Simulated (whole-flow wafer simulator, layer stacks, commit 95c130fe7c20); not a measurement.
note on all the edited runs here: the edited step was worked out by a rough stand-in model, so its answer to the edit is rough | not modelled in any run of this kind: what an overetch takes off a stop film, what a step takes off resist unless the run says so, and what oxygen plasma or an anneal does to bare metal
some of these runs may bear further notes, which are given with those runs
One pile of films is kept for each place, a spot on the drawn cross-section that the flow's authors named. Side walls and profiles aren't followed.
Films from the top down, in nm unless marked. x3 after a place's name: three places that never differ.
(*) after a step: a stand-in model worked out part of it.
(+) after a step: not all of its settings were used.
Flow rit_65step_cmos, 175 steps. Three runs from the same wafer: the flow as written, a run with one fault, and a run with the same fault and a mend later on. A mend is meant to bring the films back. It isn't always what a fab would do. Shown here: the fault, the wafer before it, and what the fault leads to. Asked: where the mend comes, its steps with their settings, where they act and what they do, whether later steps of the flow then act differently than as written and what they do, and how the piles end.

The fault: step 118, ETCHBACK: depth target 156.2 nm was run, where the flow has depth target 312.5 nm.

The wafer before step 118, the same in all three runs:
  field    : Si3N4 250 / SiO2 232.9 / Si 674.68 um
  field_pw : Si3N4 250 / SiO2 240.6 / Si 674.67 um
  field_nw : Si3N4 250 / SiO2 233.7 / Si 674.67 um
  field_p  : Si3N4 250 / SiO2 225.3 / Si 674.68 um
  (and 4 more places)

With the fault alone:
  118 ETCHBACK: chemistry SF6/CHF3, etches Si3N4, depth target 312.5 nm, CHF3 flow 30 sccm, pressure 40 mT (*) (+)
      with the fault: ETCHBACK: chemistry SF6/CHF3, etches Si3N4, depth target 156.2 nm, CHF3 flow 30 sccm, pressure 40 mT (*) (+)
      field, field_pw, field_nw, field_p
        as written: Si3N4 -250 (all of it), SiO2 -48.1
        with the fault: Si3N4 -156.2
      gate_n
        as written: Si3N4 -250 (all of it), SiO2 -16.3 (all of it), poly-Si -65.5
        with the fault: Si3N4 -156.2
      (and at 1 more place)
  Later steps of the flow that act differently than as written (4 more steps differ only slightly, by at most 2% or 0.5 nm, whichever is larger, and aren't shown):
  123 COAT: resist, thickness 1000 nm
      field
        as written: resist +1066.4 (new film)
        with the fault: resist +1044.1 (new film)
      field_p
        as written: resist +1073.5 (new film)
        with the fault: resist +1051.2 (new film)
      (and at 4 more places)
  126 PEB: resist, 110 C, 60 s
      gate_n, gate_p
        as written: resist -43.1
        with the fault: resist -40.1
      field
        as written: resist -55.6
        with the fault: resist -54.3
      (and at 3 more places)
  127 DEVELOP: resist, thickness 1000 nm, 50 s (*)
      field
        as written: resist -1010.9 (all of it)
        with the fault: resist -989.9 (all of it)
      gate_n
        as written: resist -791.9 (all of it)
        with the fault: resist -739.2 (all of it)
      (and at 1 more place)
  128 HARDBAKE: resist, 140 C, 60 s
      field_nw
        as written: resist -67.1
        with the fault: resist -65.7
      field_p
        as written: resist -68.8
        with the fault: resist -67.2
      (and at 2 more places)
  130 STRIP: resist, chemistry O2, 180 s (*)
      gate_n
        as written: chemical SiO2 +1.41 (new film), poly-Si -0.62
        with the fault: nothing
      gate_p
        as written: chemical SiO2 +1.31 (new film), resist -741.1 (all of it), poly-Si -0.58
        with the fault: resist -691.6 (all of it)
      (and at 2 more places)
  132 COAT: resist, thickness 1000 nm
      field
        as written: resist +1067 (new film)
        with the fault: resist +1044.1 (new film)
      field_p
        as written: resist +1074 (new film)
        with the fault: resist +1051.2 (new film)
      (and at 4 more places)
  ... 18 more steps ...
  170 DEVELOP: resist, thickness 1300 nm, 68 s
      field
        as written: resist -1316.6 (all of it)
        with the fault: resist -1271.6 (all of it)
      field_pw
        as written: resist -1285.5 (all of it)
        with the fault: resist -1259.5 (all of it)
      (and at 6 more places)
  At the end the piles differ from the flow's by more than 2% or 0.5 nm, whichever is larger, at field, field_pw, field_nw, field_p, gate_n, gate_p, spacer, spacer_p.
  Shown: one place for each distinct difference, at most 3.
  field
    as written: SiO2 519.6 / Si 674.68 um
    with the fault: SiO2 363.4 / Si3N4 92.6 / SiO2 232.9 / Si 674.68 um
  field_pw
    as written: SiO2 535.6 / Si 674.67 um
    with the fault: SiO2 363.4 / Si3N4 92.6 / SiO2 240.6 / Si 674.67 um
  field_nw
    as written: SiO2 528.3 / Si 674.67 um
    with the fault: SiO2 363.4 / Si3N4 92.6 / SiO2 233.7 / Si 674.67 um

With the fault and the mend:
  The mend comes after step 121.
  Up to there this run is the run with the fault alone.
  121a ETCHBACK: chemistry SF6/CHF3, etches Si3N4, depth target 156.3 nm, CHF3 flow 30 sccm, pressure 40 mT (*) (+) (the flow's step 118 once more, with other settings)
      field, field_pw, field_nw, field_p
        Si3N4 -93.8 (all of it), SiO2 -48.1
      active_n, sd_n, contact, m1
        Si3N4 -93.8 (all of it), SiO2 -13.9 (all of it)
      active_p, sd_p
        Si3N4 -93.8 (all of it), SiO2 -13.4 (all of it)
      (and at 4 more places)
  No later step of the flow acts differently than as written at any place that is followed.
  At the end the piles are the same as the flow's at every place that both follow.
